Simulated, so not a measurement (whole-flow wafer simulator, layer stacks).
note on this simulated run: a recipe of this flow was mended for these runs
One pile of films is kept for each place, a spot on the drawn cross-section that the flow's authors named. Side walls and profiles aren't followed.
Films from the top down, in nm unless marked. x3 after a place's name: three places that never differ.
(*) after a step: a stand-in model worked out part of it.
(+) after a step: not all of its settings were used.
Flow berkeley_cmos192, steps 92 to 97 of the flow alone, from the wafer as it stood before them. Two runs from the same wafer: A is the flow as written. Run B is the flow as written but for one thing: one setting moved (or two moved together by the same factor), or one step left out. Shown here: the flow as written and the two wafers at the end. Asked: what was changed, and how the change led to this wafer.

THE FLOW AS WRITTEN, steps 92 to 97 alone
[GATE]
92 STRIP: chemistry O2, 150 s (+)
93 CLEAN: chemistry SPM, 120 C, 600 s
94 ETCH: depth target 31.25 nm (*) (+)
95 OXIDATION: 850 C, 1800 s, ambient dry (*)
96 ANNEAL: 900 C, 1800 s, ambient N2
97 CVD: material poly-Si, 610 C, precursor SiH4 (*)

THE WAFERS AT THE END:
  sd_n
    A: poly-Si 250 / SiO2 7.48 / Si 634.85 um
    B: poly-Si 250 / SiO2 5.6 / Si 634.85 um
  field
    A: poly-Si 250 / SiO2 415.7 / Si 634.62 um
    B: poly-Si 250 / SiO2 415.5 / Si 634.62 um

The cause: step 95, OXIDATION: 1080 s was run, where the flow has 1800 s.

How the change led to this, step by step:
  95 OXIDATION: 850 C, 1800 s, ambient dry (*)
      sd_n, spacer_n, gate, sd_p, spacer_p x2, contact, m1: A SiO2 +7.48 (new film), Si -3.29 | B SiO2 +5.6 (new film), Si -2.47
